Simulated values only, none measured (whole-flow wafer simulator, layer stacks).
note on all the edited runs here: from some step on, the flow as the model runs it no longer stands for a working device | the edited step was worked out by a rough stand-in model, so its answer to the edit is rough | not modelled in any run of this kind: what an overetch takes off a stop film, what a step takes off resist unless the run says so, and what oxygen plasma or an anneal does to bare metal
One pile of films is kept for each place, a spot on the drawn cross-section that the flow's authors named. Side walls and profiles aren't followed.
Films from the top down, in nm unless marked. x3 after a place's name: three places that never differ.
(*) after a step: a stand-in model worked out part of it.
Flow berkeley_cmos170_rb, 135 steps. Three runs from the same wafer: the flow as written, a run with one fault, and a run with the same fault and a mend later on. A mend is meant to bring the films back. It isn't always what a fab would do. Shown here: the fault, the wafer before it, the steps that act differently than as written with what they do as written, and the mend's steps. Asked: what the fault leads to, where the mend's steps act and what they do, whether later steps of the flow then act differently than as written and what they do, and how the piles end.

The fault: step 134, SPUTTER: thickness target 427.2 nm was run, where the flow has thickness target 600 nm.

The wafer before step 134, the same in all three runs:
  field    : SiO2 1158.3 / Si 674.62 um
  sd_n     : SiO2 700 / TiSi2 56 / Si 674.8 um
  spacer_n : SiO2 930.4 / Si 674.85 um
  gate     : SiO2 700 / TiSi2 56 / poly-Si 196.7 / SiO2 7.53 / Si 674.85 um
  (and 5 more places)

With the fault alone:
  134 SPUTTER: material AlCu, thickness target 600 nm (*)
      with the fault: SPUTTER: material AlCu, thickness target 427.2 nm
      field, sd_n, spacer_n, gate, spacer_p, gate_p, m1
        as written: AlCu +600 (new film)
        with the fault: AlCu +427.2 (new film)
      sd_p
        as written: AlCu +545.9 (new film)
        with the fault: AlCu +383.2 (new film)
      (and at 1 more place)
  No later step of the flow acts differently than as written at any place that is followed.
  At the end the piles differ from the flow's by more than 2% or 0.5 nm, whichever is larger, at field, sd_n, spacer_n and 6 more.
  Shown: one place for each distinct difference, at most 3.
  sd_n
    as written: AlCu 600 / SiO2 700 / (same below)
    with the fault: AlCu 427.2 / SiO2 700 / (same below)
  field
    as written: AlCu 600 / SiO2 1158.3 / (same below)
    with the fault: AlCu 427.2 / SiO2 1158.3 / (same below)
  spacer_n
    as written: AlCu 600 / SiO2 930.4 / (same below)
    with the fault: AlCu 427.2 / SiO2 930.4 / (same below)

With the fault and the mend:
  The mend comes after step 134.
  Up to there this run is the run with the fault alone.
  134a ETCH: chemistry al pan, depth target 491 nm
      field, sd_n, spacer_n, gate, spacer_p, gate_p, m1
        AlCu -427.2 (all of it)
      sd_p
        AlCu -383.2 (all of it)
      contact
        AlCu -299.3 (all of it)
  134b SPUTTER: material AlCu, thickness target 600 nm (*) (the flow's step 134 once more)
      field, sd_n, spacer_n, gate, spacer_p, gate_p, m1
        AlCu +600 (new film)
      sd_p
        AlCu +545.9 (new film)
      contact
        AlCu +415.1 (new film)
  No later step of the flow acts differently than as written at any place that is followed.
  At the end the piles are the same as the flow's at every place that both follow.
